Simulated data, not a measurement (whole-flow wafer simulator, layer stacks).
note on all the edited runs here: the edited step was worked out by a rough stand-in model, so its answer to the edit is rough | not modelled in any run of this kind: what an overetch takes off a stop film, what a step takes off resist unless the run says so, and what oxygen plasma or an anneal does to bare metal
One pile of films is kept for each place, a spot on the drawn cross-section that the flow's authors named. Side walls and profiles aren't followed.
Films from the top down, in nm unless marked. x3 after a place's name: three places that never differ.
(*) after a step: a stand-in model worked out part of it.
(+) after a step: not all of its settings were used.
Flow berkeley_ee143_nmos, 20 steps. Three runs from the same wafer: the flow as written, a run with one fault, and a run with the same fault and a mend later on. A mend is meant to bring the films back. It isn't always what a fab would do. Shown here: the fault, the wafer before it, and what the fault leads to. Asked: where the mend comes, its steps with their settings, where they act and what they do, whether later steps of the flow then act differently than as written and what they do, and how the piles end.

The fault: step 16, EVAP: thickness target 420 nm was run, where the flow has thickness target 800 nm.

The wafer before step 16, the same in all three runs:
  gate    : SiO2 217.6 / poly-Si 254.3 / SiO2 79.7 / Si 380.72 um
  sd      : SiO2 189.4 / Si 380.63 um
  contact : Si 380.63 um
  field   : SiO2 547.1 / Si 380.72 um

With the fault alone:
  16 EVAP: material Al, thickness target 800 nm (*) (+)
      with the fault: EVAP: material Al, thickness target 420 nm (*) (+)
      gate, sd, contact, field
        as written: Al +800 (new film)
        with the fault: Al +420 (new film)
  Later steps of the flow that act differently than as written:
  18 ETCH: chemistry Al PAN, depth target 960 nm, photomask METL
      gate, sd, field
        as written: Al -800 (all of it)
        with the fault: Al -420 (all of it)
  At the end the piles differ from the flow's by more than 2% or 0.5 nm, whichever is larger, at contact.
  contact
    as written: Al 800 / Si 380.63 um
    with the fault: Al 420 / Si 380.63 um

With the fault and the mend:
  The mend comes after step 16.
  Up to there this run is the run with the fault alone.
  16a EVAP: material Al, thickness target 380 nm (*) (+) (the flow's step 16 once more, with other settings)
      gate, sd, contact, field
        Al +380
  No later step of the flow acts differently than as written at any place that is followed.
  At the end the piles are the same as the flow's at every place that both follow.
